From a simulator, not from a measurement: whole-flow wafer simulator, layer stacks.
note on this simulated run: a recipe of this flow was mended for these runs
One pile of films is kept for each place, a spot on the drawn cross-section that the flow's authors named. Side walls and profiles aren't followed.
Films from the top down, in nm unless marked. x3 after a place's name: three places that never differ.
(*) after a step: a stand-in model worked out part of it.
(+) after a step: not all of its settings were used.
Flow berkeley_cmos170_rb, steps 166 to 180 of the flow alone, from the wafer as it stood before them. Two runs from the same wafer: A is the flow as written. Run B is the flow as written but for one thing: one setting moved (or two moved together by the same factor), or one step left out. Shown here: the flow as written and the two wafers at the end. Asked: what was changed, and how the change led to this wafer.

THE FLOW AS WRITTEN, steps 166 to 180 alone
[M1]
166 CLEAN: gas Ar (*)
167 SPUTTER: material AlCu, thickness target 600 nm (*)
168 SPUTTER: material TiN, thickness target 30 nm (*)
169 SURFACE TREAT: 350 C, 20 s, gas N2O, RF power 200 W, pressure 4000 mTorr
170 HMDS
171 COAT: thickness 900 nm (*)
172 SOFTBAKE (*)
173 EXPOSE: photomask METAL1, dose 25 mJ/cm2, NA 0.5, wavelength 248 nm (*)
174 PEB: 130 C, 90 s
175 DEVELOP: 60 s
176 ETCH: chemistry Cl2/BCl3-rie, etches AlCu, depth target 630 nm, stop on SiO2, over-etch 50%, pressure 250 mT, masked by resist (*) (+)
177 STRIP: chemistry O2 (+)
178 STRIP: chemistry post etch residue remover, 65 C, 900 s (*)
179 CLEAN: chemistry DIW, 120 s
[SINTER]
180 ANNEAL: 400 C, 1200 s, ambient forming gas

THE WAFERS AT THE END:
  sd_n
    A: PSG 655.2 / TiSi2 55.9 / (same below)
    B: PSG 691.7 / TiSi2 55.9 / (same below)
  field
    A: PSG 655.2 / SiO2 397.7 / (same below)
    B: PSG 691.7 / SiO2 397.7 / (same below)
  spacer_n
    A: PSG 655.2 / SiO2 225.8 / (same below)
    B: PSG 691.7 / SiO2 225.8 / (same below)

The cause: step 167, SPUTTER: thickness target 892.5 nm was run, where the flow has thickness target 600 nm.

How the change led to this, step by step:
  167 SPUTTER: material AlCu, thickness target 600 nm (*)
      field, sd_n, spacer_n, gate, spacer_p, gate_p, m1: A AlCu +600 (new film) | B AlCu +892.5 (new film)
      sd_p: A AlCu +549.6 (new film) | B AlCu +833.2 (new film)
      (and at 1 more place)
  168 SPUTTER: material TiN, thickness target 30 nm (*)
      contact: A TiN +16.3 (new film) | B TiN +13.4 (new film)
  171 COAT: thickness 900 nm (*)
      contact: A KrF-resist +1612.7 (new film) | B KrF-resist +1730.6 (new film)
  176 ETCH: chemistry Cl2/BCl3-rie, etches AlCu, depth target 630 nm, stop on SiO2, over-etch 50%, pressure 250 mT, masked by resist (*) (+)
      field, sd_n, spacer_n, gate, spacer_p, gate_p: A TiN -30 (all of it), AlCu -600 (all of it), PSG -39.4 | B TiN -30 (all of it), AlCu -892.5 (all of it), PSG -2.81
      sd_p: A TiN -25.8 (all of it), AlCu -549.6 (all of it), PSG -46.2 | B TiN -25.7 (all of it), AlCu -833.2 (all of it), PSG -10.8
  177 STRIP: chemistry O2 (+)
      contact: A KrF-resist -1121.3 (all of it) | B KrF-resist -1238.8 (all of it)
